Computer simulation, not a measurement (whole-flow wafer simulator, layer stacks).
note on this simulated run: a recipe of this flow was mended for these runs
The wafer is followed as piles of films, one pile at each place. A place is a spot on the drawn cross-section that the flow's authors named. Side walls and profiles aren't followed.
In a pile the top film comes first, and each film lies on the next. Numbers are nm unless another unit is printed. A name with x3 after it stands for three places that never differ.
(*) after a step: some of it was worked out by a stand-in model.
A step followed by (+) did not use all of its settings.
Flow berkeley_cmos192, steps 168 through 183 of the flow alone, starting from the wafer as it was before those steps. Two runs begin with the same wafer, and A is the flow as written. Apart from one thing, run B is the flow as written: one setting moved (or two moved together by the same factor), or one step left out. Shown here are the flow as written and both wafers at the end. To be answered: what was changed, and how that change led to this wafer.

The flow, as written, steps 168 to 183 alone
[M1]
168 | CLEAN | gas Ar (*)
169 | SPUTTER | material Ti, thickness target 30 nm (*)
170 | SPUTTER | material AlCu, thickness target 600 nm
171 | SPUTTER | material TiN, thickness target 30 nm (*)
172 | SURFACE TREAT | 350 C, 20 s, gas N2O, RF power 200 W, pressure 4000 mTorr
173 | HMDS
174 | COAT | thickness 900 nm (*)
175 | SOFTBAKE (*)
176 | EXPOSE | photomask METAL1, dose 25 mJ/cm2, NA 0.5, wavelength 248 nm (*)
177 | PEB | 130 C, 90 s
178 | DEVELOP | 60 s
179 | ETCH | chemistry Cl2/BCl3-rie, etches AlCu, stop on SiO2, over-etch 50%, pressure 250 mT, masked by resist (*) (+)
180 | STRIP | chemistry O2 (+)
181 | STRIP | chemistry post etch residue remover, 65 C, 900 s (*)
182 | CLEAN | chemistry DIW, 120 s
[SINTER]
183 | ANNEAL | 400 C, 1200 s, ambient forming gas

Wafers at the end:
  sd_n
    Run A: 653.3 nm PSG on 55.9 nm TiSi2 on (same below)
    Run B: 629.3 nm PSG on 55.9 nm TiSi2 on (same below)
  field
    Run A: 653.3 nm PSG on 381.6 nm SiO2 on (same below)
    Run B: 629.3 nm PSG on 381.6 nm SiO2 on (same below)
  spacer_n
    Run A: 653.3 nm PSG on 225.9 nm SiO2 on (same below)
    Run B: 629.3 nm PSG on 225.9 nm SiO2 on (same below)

What caused this: step 170, SPUTTER: thickness target 408 nm was run, whereas the flow has thickness target 600 nm.

The path from the change to this, step by step:
  170 | SPUTTER | material AlCu, thickness target 600 nm
      field, sd_n, spacer_n, gate, spacer_p, gate_p, m1: A AlCu gains 600 (new film) | B AlCu gains 408 (new film)
      sd_p: A AlCu gains 557.4 (new film) | B AlCu gains 372.4 (new film)
      (and at 1 other place as well)
  171 | SPUTTER | material TiN, thickness target 30 nm (*)
      contact: A TiN gains 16 (new film) | B TiN gains 17.8 (new film)
  174 | COAT | thickness 900 nm (*)
      contact: A KrF-resist gains 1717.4 (new film) | B KrF-resist gains 1653.4 (new film)
  179 | ETCH | chemistry Cl2/BCl3-rie, etches AlCu, stop on SiO2, over-etch 50%, pressure 250 mT, masked by resist (*) (+)
      field, sd_n, spacer_n, gate, spacer_p, gate_p: A TiN loses 30 (all of it), AlCu loses 600 (all of it), Ti loses 30 (all of it), PSG loses 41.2 | B TiN loses 30 (all of it), AlCu loses 408 (all of it), Ti loses 30 (all of it), PSG loses 65.2
      sd_p: A TiN loses 26.2 (all of it), AlCu loses 557.4 (all of it), Ti loses 26.8 (all of it), PSG loses 47.4 | B TiN loses 26.4 (all of it), AlCu loses 372.4 (all of it), Ti loses 26.8 (all of it), PSG loses 70.5
  180 | STRIP | chemistry O2 (+)
      contact: A KrF-resist loses 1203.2 (all of it) | B KrF-resist loses 1139.4 (all of it)
